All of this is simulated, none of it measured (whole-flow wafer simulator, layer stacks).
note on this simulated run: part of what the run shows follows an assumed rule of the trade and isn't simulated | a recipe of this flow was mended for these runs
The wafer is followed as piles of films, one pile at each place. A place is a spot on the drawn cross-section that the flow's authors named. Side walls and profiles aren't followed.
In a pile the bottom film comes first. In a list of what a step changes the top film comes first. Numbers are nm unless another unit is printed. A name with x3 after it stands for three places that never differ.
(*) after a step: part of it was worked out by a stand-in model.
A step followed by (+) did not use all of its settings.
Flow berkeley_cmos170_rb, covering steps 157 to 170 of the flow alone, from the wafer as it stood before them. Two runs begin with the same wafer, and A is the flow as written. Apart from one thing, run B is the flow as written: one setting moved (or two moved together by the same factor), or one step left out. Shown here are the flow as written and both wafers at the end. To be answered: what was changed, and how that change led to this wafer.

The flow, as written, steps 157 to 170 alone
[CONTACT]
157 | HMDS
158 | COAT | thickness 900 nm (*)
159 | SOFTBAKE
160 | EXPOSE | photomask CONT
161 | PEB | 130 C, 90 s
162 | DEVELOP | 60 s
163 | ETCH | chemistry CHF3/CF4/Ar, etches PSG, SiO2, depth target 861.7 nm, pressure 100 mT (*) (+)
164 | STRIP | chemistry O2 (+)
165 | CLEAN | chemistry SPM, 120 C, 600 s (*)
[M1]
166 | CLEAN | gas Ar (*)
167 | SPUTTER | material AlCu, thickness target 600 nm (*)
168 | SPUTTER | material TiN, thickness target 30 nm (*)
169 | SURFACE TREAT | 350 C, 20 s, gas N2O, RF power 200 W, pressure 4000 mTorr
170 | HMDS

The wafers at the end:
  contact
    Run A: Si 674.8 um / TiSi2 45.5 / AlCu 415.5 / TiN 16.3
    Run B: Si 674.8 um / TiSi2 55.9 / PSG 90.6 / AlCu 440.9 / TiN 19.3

Cause: step 163, ETCH: depth target 604 nm was run, while the flow as written has depth target 861.7 nm.

The path from the change to this, step by step:
  163 | ETCH | chemistry CHF3/CF4/Ar, etches PSG, SiO2, depth target 861.7 nm, pressure 100 mT (*) (+)
      contact: A -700 PSG (all of it), -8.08 TiSi2 | B -604 PSG
      field, sd_n, spacer_n, gate, sd_p, spacer_p, gate_p, m1: A -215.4 KrF-resist | B -151 KrF-resist
  164 | STRIP | chemistry O2 (+)
      field: A -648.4 KrF-resist (all of it) | B -712.8 KrF-resist (all of it)
      sd_n: A -772.5 KrF-resist (all of it) | B -836.9 KrF-resist (all of it)
      (as well as at 6 more places)
  166 | CLEAN | gas Ar (*)
      contact: A -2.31 TiSi2 | B -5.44 PSG
  167 | SPUTTER | material AlCu, thickness target 600 nm (*)
      contact: A +415.5 AlCu (new film) | B +440.9 AlCu (new film)
  168 | SPUTTER | material TiN, thickness target 30 nm (*)
      contact: A +16.3 TiN (new film) | B +19.3 TiN (new film)
